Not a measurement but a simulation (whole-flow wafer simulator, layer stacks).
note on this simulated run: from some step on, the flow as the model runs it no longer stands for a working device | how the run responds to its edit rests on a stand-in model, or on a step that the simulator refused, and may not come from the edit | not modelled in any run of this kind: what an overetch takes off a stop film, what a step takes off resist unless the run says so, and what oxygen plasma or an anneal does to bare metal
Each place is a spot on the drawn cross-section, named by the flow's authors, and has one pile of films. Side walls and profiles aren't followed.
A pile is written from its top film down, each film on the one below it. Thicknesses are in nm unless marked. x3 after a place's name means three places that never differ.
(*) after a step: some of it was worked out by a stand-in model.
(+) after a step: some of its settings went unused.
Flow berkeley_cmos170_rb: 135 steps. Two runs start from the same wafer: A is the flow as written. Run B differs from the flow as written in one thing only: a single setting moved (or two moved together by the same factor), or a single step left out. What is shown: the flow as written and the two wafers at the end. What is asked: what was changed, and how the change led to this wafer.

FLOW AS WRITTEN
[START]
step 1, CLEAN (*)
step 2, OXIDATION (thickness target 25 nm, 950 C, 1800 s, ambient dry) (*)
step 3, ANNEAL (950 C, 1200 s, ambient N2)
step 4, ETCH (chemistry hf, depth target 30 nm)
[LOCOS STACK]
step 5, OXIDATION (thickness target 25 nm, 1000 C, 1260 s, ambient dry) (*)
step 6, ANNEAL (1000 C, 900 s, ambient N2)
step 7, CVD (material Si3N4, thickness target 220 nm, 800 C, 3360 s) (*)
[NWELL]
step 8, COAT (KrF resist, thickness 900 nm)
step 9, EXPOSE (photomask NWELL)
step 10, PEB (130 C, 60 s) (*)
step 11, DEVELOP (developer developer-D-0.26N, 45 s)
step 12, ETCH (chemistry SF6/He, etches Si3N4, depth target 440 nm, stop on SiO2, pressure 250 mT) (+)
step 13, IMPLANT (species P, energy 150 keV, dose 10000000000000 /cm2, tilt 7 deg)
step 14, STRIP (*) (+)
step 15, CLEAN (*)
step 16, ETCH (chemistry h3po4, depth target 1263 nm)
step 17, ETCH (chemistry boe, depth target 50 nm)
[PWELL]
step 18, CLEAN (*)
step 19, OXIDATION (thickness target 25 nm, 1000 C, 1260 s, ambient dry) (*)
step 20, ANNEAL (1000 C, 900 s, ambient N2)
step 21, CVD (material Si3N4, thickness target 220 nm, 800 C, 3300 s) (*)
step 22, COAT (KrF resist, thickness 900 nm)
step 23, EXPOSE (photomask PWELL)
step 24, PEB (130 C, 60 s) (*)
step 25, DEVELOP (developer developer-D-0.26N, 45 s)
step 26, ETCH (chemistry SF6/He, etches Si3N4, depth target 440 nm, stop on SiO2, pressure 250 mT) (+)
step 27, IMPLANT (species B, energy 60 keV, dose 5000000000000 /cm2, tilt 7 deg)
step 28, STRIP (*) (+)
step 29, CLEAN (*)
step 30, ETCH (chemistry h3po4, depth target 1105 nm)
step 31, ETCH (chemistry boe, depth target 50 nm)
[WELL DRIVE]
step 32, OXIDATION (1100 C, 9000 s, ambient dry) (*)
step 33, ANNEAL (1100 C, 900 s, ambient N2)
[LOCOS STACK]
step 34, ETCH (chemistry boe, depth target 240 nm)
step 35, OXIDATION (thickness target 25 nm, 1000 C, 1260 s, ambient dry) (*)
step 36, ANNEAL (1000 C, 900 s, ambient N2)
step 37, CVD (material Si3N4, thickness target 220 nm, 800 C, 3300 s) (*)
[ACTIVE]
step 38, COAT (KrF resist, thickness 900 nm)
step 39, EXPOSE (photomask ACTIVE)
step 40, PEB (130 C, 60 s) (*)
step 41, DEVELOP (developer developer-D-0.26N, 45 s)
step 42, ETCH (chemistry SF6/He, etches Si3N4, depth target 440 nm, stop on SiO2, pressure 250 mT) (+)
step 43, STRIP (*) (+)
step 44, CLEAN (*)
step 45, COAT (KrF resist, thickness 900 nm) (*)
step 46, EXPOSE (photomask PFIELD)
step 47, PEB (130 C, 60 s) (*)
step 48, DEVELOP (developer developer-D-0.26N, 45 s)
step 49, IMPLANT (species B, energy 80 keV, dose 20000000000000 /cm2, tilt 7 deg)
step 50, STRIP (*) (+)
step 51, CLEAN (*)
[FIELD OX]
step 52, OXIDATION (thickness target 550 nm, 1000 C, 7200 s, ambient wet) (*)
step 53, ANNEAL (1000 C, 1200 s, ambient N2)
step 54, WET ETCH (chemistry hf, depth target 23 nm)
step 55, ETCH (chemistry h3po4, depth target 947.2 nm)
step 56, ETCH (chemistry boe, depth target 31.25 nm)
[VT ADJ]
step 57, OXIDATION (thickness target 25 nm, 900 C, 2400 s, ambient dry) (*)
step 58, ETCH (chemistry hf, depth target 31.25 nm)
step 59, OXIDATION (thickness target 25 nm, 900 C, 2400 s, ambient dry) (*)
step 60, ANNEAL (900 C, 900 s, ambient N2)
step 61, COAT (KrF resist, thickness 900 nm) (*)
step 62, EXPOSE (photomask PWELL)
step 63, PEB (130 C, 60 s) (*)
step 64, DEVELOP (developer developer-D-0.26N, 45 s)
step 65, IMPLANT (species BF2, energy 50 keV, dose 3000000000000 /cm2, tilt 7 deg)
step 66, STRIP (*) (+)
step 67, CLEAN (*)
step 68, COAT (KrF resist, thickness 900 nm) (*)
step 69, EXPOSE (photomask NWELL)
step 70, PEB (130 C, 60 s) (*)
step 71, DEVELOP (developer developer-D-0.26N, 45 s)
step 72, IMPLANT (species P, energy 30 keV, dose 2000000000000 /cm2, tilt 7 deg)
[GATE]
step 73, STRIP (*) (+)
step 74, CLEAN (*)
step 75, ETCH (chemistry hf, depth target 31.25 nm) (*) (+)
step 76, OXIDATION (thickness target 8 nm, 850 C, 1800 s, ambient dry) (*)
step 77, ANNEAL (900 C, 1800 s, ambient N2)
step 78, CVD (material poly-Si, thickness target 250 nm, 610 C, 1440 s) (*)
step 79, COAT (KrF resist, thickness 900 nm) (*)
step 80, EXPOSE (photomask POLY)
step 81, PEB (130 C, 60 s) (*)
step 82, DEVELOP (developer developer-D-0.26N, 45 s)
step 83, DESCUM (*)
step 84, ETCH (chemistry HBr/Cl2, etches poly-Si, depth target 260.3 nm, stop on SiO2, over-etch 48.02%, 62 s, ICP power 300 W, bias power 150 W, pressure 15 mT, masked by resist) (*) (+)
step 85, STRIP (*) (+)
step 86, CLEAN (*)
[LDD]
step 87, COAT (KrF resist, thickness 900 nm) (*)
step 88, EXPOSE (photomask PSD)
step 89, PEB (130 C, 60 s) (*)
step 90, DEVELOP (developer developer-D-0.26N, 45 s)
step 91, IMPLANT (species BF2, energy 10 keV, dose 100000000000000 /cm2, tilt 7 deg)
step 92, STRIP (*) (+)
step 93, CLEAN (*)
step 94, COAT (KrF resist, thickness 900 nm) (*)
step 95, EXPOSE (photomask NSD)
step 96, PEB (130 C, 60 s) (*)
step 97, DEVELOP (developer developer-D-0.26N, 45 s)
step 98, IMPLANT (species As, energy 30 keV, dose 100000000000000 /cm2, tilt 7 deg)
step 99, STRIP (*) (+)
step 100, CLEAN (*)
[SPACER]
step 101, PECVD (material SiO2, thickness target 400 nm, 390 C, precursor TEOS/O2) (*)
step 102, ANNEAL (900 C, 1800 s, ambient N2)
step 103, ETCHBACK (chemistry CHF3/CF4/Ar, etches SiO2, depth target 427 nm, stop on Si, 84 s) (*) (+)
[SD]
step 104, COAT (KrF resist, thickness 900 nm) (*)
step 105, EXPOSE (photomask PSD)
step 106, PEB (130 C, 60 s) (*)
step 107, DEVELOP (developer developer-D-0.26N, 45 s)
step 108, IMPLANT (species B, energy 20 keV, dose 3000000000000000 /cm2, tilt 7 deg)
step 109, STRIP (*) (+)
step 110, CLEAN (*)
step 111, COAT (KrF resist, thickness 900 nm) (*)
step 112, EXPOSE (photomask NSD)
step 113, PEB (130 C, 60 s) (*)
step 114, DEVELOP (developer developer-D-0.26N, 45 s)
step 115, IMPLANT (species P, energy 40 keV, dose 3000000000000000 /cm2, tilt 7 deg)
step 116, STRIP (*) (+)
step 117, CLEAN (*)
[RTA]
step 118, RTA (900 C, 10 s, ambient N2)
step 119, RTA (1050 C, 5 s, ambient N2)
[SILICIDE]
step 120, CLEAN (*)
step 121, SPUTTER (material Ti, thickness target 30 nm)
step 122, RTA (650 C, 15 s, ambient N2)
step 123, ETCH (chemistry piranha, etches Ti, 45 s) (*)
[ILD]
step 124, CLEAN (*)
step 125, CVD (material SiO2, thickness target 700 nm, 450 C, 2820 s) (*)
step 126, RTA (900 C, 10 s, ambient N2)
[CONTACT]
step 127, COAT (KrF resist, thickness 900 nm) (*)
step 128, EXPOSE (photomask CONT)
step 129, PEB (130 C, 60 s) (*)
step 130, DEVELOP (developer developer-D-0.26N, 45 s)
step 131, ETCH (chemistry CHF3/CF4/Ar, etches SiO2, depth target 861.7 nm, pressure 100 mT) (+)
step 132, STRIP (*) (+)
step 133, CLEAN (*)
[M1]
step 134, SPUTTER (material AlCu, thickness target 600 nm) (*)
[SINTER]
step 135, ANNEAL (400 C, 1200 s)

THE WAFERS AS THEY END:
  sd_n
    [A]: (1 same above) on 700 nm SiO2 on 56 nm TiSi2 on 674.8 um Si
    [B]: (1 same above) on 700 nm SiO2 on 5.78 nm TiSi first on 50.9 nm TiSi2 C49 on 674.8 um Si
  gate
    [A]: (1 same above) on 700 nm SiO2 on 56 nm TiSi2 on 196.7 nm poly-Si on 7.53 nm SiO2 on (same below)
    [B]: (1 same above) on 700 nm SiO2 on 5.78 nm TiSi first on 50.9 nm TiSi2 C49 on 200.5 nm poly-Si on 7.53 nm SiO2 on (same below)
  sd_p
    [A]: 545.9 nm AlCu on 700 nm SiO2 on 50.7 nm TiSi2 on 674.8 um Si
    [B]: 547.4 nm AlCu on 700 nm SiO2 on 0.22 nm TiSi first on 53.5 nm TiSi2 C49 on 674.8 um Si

Cause: step 126, RTA: 900 C, 10 s, ambient N2, was not run.

How this came from the change, step by step:
  step 131, ETCH (chemistry CHF3/CF4/Ar, etches SiO2, depth target 861.7 nm, pressure 100 mT) (+)
      contact: A -700 SiO2 (all of it), -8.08 TiSi2 | B -700 SiO2 (all of it)
  step 135, ANNEAL (400 C, 1200 s)
      sd_n, m1: A nothing | B under 2 films: -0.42 TiSi first, +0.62 TiSi2 C49, -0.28 Si
      gate, gate_p: A nothing | B under 2 films: -0.42 TiSi first, +0.62 TiSi2 C49, -0.28 poly-Si
      (and at 2 other places as well)
